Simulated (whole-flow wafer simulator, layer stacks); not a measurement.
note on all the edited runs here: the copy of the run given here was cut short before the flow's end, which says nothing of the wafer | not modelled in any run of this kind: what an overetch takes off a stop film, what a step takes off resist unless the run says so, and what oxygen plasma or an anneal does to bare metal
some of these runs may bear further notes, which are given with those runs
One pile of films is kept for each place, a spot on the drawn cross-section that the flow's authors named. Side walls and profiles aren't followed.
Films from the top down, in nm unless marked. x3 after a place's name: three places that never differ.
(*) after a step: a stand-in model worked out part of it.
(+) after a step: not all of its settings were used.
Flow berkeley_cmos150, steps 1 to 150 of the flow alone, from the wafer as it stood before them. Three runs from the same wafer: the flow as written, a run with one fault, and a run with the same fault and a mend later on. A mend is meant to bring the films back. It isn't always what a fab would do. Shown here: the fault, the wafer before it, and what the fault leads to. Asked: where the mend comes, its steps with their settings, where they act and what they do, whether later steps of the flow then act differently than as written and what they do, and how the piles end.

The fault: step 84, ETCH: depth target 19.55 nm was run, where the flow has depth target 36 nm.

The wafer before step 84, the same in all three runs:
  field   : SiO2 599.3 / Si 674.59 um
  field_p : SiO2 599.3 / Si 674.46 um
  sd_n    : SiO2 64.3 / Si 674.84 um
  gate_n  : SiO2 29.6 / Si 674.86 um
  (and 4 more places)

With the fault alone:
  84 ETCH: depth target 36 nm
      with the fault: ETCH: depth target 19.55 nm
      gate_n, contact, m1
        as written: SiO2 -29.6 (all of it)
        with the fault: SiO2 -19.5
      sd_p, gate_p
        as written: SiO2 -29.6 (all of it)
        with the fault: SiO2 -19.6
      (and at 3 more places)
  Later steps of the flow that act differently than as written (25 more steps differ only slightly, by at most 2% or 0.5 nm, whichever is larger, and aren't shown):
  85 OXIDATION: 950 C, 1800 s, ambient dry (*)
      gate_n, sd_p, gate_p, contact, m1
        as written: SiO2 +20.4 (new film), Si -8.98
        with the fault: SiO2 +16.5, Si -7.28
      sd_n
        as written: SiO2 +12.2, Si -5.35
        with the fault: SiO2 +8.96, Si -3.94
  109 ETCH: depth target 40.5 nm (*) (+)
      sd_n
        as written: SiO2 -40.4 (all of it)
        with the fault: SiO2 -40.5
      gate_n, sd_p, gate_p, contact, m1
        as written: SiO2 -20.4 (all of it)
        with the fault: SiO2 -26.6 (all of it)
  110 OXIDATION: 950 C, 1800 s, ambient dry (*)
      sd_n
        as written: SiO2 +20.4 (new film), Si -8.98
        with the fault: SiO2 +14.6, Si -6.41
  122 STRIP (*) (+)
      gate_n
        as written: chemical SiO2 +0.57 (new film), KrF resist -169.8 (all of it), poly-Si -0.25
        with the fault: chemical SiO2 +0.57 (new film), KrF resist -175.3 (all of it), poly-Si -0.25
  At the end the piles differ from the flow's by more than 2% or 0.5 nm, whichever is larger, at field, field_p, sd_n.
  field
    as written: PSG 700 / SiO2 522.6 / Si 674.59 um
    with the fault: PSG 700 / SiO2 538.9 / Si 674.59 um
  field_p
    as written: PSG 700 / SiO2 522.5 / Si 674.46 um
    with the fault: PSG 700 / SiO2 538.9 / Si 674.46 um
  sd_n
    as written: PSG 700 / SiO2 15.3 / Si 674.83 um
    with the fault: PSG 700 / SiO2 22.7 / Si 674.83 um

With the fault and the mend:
  The mend comes after step 84.
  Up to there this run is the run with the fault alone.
  84a ETCH: depth target 16.24 nm (the flow's step 84 once more, with other settings)
      gate_n, sd_p, gate_p, contact, m1
        SiO2 -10 (all of it)
      field, field_p, sd_n
        SiO2 -16.2
  No later step of the flow acts differently than as written, at any place that is followed, by more than 2% or 0.5 nm, whichever is larger.
  At the end the piles differ from the flow's only slightly at the places that both follow, by at most 2% or 0.5 nm, whichever is larger.
